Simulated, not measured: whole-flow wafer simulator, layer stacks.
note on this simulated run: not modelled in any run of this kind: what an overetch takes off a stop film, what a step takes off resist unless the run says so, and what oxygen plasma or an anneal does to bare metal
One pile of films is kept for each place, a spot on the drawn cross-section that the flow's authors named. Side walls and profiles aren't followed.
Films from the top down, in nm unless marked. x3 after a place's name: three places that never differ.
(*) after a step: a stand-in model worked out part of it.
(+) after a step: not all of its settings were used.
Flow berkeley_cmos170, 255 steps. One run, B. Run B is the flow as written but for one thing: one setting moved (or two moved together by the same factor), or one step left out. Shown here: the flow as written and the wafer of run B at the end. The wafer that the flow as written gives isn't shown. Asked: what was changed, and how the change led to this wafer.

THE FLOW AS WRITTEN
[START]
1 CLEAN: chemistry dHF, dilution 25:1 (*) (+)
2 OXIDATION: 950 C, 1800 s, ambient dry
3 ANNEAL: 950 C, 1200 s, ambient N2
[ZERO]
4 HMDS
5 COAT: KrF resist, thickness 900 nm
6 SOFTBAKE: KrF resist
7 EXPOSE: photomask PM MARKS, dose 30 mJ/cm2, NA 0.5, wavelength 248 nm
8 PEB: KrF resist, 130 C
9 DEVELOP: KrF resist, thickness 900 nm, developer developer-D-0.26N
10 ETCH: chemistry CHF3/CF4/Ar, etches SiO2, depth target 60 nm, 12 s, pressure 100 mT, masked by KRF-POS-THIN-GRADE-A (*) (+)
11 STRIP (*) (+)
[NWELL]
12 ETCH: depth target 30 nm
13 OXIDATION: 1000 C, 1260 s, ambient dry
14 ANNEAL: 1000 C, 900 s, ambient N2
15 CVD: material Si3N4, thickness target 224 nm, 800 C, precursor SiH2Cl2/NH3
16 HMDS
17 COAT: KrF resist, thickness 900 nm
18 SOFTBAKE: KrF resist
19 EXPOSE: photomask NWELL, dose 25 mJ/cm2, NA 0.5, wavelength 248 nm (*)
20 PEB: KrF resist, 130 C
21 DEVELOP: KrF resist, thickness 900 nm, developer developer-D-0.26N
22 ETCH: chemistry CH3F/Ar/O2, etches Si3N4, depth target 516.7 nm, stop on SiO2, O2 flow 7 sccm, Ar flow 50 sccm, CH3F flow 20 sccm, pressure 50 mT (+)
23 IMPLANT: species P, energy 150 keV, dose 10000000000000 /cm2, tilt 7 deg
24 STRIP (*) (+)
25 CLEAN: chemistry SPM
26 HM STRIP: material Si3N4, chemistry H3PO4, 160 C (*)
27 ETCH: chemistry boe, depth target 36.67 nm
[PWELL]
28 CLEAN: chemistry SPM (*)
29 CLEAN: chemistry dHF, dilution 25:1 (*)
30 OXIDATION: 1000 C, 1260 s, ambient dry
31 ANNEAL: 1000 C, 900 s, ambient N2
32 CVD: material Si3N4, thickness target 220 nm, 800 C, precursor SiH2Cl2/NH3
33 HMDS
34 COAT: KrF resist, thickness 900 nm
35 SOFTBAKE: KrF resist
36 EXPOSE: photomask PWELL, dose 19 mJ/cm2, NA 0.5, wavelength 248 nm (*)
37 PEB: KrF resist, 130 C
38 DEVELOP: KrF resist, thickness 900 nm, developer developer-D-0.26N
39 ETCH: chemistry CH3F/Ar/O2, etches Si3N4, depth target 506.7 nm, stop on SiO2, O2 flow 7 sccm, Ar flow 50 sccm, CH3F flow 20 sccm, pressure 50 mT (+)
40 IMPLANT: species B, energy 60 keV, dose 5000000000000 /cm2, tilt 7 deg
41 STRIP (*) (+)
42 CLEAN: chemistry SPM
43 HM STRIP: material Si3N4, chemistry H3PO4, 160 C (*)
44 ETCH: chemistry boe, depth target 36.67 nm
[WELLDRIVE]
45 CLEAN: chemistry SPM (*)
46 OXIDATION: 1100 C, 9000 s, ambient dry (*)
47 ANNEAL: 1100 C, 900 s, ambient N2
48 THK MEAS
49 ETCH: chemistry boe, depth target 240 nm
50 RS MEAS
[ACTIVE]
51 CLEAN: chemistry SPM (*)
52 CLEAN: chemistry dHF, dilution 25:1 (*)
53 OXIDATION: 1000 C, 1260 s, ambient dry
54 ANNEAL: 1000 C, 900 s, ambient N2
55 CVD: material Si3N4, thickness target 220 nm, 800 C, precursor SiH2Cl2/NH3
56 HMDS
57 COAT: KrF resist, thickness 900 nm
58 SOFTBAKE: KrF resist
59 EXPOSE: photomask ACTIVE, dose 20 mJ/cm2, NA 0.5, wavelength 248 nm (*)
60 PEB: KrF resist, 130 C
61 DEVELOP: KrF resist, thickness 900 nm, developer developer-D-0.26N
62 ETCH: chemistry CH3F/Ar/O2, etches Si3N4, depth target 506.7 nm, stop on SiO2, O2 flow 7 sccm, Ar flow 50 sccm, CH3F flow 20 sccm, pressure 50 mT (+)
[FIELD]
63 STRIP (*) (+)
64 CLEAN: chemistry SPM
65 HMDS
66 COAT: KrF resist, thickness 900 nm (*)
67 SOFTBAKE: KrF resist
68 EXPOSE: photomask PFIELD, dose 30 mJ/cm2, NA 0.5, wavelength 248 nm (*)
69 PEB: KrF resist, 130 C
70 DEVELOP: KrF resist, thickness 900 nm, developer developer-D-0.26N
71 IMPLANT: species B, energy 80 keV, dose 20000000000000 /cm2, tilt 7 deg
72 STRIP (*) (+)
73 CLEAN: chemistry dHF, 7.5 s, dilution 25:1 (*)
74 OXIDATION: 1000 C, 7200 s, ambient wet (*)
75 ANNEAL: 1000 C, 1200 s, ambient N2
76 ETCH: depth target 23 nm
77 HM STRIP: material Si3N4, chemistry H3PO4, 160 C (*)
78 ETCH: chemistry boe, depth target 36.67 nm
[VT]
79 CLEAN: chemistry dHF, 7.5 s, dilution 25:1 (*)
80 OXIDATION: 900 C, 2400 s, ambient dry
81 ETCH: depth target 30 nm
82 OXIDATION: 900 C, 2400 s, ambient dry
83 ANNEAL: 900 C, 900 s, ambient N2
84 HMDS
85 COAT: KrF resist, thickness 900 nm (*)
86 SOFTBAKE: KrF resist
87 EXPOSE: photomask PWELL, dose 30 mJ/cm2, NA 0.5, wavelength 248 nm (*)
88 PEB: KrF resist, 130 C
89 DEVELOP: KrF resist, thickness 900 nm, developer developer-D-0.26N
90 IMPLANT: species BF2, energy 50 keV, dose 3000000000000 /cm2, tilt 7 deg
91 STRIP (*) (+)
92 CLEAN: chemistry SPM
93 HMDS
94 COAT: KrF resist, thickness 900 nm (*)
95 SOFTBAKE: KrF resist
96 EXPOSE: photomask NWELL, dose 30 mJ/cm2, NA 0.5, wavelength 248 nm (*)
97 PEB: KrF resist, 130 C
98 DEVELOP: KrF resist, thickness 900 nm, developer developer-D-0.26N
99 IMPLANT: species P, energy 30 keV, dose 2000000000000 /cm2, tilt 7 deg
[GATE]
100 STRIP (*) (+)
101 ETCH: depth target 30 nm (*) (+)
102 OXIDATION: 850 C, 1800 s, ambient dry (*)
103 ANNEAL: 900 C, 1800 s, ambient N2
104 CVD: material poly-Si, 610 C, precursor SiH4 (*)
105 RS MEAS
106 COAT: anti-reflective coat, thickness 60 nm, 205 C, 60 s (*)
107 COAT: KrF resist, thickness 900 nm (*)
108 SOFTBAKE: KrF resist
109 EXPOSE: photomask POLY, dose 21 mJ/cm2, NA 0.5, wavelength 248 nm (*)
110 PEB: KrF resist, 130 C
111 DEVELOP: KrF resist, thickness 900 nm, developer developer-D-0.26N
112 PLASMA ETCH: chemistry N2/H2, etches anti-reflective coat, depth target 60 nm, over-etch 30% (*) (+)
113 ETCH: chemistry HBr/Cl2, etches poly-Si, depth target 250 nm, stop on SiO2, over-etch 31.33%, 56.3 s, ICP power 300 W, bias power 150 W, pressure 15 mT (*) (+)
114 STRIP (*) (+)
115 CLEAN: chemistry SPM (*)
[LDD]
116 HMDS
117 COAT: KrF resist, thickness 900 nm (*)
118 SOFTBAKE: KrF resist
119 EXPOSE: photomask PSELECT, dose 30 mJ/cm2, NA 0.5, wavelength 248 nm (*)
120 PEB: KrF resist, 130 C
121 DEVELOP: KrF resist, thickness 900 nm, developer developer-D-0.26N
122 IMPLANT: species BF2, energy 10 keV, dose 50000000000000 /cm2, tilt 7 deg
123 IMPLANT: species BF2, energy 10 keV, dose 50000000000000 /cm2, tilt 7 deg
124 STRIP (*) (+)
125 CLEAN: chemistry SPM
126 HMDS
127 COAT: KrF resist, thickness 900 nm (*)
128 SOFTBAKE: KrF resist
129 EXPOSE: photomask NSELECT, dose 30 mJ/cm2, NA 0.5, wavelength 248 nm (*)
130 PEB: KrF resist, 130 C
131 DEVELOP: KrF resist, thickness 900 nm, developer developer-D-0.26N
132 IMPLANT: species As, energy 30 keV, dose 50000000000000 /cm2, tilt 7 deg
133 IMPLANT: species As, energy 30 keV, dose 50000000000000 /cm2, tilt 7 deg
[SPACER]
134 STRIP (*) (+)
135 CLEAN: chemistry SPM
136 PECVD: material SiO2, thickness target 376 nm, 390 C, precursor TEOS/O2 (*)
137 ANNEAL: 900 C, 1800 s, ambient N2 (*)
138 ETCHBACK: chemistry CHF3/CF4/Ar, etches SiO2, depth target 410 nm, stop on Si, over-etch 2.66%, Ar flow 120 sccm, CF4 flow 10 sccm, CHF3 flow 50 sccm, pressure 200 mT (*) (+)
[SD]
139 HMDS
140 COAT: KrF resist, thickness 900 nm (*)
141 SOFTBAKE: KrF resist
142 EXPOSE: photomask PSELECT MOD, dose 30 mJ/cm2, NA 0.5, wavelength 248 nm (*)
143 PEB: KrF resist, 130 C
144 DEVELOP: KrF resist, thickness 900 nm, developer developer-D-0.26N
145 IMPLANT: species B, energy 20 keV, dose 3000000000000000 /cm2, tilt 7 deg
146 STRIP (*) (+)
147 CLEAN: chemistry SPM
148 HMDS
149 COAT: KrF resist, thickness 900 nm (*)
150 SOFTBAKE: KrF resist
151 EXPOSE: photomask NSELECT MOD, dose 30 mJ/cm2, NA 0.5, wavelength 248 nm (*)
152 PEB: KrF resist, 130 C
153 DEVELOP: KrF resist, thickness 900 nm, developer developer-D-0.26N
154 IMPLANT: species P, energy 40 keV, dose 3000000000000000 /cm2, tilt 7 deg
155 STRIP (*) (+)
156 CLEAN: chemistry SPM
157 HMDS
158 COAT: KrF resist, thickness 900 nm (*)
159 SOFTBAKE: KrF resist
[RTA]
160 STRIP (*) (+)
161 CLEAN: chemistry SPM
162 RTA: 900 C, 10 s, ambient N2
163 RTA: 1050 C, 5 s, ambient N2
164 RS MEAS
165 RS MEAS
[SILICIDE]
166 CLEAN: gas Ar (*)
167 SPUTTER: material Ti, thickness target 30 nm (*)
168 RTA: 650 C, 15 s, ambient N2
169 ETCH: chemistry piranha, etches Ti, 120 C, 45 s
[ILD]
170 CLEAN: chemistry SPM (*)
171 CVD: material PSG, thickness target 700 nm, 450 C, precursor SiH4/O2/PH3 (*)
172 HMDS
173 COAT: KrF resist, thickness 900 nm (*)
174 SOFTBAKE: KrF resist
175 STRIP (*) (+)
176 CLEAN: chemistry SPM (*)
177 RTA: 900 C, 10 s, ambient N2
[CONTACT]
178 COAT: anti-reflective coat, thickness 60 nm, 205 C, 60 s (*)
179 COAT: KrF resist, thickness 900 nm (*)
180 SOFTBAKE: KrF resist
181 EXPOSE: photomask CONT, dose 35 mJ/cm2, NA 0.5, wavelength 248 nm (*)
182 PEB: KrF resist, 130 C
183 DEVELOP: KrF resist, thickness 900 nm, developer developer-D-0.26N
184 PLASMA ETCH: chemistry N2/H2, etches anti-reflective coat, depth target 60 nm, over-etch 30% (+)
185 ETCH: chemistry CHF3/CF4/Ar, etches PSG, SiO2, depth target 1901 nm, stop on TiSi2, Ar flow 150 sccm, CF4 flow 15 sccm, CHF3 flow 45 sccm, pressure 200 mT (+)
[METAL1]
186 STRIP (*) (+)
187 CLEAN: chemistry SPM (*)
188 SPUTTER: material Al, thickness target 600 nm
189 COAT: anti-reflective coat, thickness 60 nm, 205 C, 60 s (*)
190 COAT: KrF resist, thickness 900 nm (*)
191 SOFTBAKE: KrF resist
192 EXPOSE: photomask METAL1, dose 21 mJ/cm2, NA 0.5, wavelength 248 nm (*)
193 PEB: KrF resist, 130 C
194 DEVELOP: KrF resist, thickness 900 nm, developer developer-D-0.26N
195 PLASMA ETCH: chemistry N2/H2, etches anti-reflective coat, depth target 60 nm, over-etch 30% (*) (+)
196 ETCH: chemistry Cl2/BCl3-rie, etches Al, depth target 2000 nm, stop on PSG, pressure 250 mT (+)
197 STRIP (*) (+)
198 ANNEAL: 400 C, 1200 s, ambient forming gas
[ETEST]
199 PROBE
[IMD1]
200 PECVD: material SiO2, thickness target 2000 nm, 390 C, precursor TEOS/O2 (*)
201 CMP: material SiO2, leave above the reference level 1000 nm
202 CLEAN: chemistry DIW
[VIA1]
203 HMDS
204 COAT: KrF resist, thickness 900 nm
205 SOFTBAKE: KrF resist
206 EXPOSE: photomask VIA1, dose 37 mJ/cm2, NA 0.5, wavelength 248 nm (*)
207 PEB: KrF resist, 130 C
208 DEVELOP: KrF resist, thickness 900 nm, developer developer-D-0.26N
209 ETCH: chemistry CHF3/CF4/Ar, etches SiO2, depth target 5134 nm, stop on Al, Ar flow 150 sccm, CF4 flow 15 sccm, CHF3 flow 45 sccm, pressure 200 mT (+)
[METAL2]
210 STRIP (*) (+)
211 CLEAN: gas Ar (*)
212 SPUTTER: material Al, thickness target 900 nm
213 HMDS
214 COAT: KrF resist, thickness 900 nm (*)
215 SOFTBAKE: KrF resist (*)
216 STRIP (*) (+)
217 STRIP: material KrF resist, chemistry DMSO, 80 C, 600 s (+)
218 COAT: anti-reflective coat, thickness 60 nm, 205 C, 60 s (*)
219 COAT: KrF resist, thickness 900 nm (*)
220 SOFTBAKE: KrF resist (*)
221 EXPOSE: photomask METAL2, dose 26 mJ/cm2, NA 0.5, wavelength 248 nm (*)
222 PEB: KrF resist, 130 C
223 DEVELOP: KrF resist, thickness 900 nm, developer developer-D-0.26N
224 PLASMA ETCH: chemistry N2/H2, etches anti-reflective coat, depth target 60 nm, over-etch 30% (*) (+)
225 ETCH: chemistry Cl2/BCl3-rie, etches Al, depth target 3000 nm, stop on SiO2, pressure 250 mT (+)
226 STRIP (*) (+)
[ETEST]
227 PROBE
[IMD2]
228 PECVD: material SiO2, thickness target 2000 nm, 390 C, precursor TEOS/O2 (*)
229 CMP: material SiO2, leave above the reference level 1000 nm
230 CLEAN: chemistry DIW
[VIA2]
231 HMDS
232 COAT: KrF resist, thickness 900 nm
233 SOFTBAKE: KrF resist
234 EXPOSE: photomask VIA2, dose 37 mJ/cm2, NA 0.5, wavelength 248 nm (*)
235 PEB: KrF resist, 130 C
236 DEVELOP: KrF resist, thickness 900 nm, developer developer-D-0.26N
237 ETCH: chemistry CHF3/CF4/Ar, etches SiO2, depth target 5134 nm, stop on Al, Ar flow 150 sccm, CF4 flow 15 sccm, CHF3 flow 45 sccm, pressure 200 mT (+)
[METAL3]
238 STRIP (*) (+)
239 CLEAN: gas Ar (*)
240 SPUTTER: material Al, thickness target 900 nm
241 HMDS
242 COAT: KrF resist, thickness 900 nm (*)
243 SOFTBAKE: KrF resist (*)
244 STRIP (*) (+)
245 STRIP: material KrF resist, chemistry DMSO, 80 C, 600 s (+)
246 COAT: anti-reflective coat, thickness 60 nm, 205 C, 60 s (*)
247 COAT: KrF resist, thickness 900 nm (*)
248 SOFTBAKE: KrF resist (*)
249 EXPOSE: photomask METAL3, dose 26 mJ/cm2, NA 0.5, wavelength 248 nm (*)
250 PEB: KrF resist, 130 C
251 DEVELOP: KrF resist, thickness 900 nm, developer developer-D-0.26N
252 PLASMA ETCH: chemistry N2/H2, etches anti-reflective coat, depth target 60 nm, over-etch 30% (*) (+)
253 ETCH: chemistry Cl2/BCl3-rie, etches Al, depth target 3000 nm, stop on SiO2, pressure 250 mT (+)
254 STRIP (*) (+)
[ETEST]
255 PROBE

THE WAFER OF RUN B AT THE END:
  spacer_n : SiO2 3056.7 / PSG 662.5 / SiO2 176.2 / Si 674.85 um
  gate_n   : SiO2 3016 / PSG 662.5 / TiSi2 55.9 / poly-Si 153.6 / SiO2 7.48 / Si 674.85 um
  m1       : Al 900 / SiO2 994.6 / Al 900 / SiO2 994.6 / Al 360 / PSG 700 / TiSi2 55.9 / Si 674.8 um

The cause: step 188, SPUTTER: thickness target 360 nm was run, where the flow has thickness target 600 nm.
It can be read off the wafer: m1 has Al 360, and step 188 as written asks for 600 nm.

How the change led to this, step by step:
  188 SPUTTER: material Al, thickness target 600 nm
      field, sd_n, spacer_n and 7 more: Al +360 (new film) (as written it would be: Al +600 (new film))
      sd_p: Al +337.5 (new film) (as written it would be: Al +573.8 (new film))
      (and at 1 more place)
  189 COAT: anti-reflective coat, thickness 60 nm, 205 C, 60 s (*)
      sd_n: anti-reflective coat +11 (new film) (as written it would be: anti-reflective coat +17.7 (new film))
      contact: anti-reflective coat +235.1 (new film) (as written it would be: anti-reflective coat +261.9 (new film))
  190 COAT: KrF resist, thickness 900 nm (*)
      contact: KrF resist +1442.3 (new film) (as written it would be: KrF resist +1495.4 (new film))
  195 PLASMA ETCH: chemistry N2/H2, etches anti-reflective coat, depth target 60 nm, over-etch 30% (*) (+)
      sd_n: anti-reflective coat -11 (all of it) (as written it would be: anti-reflective coat -17.7 (all of it))
  196 ETCH: chemistry Cl2/BCl3-rie, etches Al, depth target 2000 nm, stop on PSG, pressure 250 mT (+)
      field, sd_n, spacer_n, gate_n, spacer_p, gate_p: Al -360 (all of it), PSG -37.5 (as written it would be: Al -600 (all of it), PSG -37.5)
      contact, m1, via1, m2, via2: KrF resist -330 (as written it would be: KrF resist -450)
      (and at 1 more place)
  197 STRIP (*) (+)
      contact: KrF resist -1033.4 (all of it), anti-reflective coat -235.1 (all of it) (as written it would be: KrF resist -966.1 (all of it), anti-reflective coat -261.9 (all of it))
      m1: KrF resist -524.1 (all of it), anti-reflective coat -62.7 (all of it) (as written it would be: KrF resist -404.7 (all of it), anti-reflective coat -63 (all of it))
      (and at 3 more places)
  201 CMP: material SiO2, leave above the reference level 1000 nm
      spacer_n, spacer_p: SiO2 -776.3 (as written it would be: SiO2 -536.3)
      gate_n, gate_p: SiO2 -817.1 (as written it would be: SiO2 -577.1)
      (and at 4 more places)
